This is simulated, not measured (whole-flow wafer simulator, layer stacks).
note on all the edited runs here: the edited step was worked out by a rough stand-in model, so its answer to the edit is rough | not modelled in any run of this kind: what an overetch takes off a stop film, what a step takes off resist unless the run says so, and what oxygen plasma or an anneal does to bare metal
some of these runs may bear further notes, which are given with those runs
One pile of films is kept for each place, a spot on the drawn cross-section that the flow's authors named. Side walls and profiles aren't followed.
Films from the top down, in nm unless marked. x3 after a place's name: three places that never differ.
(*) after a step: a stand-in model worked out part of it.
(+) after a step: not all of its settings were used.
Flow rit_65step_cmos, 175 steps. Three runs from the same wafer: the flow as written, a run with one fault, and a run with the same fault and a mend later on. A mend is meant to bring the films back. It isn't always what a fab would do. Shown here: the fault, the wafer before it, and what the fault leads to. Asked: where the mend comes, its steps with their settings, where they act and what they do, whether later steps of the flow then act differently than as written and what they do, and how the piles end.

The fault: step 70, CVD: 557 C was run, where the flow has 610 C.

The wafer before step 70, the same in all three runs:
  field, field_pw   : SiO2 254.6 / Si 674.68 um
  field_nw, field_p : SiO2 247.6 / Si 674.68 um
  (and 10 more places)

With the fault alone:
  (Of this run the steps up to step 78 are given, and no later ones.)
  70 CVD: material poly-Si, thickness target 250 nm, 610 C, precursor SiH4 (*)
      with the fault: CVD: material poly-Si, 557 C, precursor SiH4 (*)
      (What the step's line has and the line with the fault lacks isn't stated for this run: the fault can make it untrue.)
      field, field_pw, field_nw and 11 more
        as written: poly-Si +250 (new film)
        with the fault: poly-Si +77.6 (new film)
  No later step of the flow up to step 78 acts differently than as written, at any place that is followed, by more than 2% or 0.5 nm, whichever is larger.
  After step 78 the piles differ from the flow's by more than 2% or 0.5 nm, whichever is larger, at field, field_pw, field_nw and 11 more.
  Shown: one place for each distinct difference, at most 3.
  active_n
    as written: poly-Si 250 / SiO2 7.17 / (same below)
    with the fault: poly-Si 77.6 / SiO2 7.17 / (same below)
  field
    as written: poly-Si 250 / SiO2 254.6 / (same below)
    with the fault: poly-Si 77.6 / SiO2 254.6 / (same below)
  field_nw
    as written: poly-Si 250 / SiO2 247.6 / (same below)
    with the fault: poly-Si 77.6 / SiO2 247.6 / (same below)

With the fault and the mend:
  The mend comes after step 78.
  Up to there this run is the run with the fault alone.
  78a STRIP: resist, chemistry O2, 180 s (*)
      field, field_pw, field_nw and 9 more
        chemical SiO2 +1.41 (new film), poly-Si -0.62
      gate_n, gate_p
        chemical SiO2 +1.33 (new film), resist -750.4 (all of it), poly-Si -0.59
  78b CLEAN: chemistry SC2, 75 C, 600 s (*) (the flow's step 66 once more)
      changes no film at any place that is followed
  78c CVD: material poly-Si, thickness target 172 nm, 610 C, precursor SiH4 (*) (the flow's step 70 once more, with other settings)
      field, field_pw, field_nw and 11 more
        poly-Si +172 (new film)
  78d HMDS: 140 C, 60 s (the flow's step 72 once more)
      changes no film at any place that is followed
  78e COAT: resist, thickness 850 nm (the flow's step 73 once more)
      active_n, active_p, sd_p
        resist +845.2 (new film)
      gate_n, gate_p, sd_n
        resist +846.9 (new film)
      spacer, spacer_p
        resist +846.8 (new film)
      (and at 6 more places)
  78f SOFTBAKE: resist, 90 C, 60 s (the flow's step 74 once more)
      changes no film at any place that is followed
  78g EXPOSE: photomask M6, dose 380 mJ/cm2, NA 0.6, wavelength 365 nm (the flow's step 75 once more)
      changes no film at any place that is followed
  78h PEB: resist, 110 C, 60 s (the flow's step 76 once more)
      gate_n, gate_p, spacer, spacer_p, sd_n, contact, m1
        resist -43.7
      active_n, active_p, sd_p
        resist -43.6
      field
        resist -45.3
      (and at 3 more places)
  78i DEVELOP: resist, thickness 850 nm, 50 s (the flow's step 77 once more)
      active_n, active_p
        resist -801.6 (all of it)
      spacer, spacer_p
        resist -803.1 (all of it)
      field
        resist -832.7 (all of it)
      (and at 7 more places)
  78j HARDBAKE: resist, 140 C, 60 s (the flow's step 78 once more)
      gate_n, gate_p
        resist -52.7
  Later steps of the flow that act differently than as written (33 more steps differ only slightly, by at most 2% or 0.5 nm, whichever is larger, and aren't shown):
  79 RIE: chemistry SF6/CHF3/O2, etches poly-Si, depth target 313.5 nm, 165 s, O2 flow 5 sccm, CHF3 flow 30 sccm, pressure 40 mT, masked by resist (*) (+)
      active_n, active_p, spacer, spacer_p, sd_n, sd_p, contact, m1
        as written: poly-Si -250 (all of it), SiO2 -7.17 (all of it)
        with the mend: poly-Si -172 (all of it), chemical SiO2 -1.41 (all of it), poly-Si -77 (all of it), SiO2 -7.17 (all of it)
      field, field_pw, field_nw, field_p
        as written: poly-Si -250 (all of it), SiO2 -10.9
        with the mend: poly-Si -172 (all of it), chemical SiO2 -1.41 (all of it), poly-Si -77 (all of it), SiO2 -9.72
  At the end the piles differ from the flow's by more than 2% or 0.5 nm, whichever is larger, at gate_n, gate_p.
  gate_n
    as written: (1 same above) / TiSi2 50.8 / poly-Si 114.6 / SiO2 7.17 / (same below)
    with the mend: (1 same above) / TiSi2 50.8 / poly-Si 36.6 / chemical SiO2 1.33 / poly-Si 77 / SiO2 7.17 / (same below)
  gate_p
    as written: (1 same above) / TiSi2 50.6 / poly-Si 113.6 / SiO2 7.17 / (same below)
    with the mend: (1 same above) / TiSi2 50.6 / poly-Si 35.6 / chemical SiO2 1.33 / poly-Si 77 / SiO2 7.17 / (same below)
